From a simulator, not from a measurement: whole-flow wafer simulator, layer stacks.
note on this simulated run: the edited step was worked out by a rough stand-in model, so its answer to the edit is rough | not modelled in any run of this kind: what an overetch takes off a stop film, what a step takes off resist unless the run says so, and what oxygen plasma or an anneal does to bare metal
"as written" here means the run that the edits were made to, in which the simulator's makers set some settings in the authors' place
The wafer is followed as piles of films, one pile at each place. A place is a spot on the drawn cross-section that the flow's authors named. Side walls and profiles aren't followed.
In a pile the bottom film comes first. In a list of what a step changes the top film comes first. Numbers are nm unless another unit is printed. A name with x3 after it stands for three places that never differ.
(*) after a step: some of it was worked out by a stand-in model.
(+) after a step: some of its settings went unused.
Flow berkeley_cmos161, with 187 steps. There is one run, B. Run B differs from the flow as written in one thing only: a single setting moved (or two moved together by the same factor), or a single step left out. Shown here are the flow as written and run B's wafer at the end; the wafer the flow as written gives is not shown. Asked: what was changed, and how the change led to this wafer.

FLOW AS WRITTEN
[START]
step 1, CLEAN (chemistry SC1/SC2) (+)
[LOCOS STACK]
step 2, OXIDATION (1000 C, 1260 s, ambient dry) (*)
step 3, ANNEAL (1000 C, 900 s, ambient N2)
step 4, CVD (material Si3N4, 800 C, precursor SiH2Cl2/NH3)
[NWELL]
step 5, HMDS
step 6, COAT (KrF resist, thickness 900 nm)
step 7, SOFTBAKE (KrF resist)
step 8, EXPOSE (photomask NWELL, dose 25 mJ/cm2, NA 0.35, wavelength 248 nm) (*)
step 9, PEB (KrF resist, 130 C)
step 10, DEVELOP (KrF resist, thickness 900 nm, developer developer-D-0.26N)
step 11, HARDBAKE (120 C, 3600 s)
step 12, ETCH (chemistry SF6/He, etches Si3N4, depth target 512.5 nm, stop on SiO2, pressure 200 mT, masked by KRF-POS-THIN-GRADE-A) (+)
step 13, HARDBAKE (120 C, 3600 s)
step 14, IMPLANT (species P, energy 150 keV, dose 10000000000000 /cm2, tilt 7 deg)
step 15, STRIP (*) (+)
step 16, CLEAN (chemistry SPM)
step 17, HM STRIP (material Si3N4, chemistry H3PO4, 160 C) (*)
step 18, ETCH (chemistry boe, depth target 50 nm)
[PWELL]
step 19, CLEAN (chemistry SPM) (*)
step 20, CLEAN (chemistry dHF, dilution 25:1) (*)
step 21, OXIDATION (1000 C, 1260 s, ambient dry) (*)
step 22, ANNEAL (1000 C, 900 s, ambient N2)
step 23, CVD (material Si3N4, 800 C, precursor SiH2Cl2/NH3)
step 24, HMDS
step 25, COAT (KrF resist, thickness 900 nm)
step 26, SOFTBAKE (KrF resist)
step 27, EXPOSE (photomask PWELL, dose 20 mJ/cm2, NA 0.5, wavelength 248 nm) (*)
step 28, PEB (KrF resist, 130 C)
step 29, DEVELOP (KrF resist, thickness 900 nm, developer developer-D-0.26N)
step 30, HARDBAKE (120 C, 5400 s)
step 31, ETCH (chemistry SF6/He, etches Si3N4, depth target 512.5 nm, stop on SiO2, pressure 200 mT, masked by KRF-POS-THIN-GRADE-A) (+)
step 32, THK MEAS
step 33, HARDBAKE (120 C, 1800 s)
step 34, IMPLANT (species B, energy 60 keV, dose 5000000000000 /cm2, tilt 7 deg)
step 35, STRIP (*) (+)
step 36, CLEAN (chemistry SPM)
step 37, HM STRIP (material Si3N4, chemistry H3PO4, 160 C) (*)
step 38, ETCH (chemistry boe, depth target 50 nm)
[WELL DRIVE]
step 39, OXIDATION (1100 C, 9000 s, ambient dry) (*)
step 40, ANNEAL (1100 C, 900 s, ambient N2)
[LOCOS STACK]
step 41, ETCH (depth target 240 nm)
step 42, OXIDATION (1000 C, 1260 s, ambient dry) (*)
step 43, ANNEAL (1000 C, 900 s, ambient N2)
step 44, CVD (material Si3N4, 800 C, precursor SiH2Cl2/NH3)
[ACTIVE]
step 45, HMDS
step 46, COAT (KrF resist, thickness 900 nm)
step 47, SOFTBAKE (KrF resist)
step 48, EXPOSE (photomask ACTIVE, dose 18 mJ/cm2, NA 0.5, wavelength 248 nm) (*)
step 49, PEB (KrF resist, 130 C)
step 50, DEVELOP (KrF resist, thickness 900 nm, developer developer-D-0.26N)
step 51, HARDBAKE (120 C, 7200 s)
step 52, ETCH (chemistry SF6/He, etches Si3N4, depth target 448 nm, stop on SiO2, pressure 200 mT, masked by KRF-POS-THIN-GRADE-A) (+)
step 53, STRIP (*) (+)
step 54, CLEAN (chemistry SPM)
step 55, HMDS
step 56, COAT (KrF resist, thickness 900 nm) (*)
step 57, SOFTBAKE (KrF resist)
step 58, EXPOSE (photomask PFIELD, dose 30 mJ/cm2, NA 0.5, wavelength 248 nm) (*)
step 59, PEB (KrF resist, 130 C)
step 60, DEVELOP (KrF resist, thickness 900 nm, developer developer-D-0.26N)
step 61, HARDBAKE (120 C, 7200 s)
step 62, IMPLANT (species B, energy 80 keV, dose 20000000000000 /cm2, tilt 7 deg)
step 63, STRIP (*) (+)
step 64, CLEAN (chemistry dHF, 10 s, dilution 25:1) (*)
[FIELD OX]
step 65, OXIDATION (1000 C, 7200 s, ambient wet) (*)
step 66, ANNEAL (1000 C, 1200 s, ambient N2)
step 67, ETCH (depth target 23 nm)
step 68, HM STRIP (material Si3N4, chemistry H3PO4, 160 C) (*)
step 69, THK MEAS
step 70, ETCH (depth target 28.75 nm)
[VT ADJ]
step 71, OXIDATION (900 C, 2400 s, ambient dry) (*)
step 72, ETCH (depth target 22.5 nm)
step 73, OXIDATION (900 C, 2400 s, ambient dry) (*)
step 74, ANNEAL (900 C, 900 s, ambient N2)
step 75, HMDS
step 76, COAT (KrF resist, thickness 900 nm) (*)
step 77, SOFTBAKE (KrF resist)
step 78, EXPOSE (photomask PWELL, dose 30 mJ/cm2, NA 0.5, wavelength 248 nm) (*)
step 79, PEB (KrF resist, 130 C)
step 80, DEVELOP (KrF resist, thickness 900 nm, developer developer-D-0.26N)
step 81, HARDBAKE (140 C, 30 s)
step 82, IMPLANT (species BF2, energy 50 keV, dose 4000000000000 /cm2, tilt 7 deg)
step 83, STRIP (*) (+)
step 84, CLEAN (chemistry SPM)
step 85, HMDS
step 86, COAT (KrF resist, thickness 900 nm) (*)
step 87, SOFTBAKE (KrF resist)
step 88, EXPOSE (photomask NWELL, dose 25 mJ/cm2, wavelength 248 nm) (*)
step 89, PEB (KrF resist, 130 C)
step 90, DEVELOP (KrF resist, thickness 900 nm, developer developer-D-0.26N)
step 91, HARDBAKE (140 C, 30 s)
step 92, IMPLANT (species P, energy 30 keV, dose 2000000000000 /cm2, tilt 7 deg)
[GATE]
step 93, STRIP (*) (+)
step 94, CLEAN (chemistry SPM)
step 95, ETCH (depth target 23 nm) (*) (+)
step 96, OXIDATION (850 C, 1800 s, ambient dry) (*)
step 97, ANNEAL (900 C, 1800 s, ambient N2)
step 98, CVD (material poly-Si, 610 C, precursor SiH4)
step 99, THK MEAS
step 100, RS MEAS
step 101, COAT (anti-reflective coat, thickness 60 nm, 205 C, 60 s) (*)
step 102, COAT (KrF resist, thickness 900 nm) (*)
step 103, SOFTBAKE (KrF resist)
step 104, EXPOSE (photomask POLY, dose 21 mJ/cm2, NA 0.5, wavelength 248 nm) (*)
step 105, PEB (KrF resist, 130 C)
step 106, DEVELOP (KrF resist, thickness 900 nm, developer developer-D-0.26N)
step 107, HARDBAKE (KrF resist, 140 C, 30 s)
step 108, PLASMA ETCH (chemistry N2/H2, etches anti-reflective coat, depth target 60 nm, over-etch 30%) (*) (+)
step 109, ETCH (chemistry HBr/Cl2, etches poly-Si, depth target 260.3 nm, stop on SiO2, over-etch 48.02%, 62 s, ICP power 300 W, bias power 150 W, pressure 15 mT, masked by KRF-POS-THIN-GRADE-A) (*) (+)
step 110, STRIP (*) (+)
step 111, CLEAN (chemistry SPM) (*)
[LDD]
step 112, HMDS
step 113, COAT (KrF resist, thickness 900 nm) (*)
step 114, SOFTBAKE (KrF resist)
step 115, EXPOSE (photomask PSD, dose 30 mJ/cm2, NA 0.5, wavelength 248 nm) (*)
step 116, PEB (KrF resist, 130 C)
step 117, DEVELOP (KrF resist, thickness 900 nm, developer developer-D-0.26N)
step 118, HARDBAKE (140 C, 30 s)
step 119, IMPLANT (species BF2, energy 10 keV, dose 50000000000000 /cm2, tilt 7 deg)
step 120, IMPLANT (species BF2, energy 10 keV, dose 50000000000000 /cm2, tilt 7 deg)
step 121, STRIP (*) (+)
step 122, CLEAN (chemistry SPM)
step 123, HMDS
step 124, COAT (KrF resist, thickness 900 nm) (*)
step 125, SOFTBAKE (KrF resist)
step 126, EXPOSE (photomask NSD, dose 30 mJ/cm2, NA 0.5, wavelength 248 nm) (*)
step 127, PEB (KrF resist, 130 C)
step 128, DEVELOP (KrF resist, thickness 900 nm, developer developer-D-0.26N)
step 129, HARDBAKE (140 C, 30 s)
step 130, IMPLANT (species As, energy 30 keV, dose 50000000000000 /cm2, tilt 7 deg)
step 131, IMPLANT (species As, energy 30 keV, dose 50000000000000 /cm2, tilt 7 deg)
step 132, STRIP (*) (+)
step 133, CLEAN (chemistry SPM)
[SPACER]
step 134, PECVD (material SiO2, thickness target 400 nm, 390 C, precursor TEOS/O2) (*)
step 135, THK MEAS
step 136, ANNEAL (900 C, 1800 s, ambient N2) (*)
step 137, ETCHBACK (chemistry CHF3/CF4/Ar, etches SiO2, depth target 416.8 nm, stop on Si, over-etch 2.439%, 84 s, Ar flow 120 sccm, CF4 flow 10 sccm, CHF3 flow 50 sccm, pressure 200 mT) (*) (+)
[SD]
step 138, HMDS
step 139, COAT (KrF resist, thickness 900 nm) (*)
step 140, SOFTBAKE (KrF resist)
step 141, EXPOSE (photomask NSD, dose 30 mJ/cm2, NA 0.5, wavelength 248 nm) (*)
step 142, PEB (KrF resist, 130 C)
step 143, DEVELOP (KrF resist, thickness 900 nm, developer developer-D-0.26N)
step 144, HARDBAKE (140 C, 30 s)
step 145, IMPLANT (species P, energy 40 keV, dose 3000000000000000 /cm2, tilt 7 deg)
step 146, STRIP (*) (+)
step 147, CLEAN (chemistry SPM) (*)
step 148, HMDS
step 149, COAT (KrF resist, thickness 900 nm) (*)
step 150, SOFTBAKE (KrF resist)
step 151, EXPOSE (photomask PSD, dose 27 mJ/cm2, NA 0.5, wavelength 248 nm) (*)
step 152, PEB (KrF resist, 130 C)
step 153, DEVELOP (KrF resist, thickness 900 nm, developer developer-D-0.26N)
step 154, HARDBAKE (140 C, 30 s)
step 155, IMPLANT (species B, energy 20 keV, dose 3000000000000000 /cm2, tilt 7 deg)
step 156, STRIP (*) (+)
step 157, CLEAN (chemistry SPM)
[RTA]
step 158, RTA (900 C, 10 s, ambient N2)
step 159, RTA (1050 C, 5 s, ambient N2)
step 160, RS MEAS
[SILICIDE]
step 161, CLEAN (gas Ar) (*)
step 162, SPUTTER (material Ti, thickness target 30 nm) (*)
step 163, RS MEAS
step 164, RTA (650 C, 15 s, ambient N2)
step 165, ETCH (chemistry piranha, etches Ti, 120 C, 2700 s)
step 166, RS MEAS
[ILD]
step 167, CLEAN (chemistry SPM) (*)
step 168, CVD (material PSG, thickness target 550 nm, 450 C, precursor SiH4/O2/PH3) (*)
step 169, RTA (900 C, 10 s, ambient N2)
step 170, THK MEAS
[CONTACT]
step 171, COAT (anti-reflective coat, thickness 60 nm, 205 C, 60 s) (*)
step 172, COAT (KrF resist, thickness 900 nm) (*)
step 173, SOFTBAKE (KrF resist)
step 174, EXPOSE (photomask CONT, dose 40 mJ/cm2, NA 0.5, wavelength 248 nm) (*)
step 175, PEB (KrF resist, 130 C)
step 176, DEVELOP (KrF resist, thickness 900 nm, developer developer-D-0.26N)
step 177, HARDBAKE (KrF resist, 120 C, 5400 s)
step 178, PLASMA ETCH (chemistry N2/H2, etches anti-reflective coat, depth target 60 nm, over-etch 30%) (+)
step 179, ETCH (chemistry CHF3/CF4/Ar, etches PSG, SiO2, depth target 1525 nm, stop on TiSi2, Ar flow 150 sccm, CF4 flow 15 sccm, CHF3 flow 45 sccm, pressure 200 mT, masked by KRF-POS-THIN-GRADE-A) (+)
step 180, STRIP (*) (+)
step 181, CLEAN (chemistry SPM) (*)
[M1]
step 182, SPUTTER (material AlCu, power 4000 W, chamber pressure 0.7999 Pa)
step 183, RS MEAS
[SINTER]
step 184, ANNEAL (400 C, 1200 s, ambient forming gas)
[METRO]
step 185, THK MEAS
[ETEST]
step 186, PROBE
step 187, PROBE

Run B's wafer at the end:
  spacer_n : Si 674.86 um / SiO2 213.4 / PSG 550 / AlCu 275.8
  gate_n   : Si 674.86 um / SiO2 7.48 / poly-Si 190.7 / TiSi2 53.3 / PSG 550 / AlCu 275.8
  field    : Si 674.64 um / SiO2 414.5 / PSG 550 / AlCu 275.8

What caused this: step 137, ETCHBACK: over-etch 0.9756% was run, whereas the flow has over-etch 2.439%.

How this came from the change, step by step:
  step 137, ETCHBACK (chemistry CHF3/CF4/Ar, etches SiO2, depth target 416.8 nm, stop on Si, over-etch 2.439%, 84 s, Ar flow 120 sccm, CF4 flow 10 sccm, CHF3 flow 50 sccm, pressure 200 mT) (*) (+)
      spacer_n, spacer_p: SiO2 loses 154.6 (as written it would have been: SiO2 loses 160.7)
      gate_n, gate_p: SiO2 loses 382 (all of it), chemical SiO2 loses 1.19 (all of it), poly-Si loses 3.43 (as written it would have been: SiO2 loses 382 (all of it), chemical SiO2 loses 1.19 (all of it), poly-Si loses 3.98)
  step 171, COAT (anti-reflective coat, thickness 60 nm, 205 C, 60 s) (*)
      sd_n: anti-reflective coat gains 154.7 (new film) (as written it would have been: anti-reflective coat gains 149.7 (new film))
      spacer_n: anti-reflective coat gains 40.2 (new film) (as written it would have been: anti-reflective coat gains 41.3 (new film))
      (also at 3 further places)
  step 180, STRIP (*) (+)
      sd_n: KrF resist loses 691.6 (all of it), anti-reflective coat loses 154.7 (all of it) (as written it would have been: KrF resist loses 692.5 (all of it), anti-reflective coat loses 149.7 (all of it))
      spacer_n: KrF resist loses 635.3 (all of it), anti-reflective coat loses 40.2 (all of it) (as written it would have been: KrF resist loses 635.2 (all of it), anti-reflective coat loses 41.3 (all of it))
      (also at 3 further places)
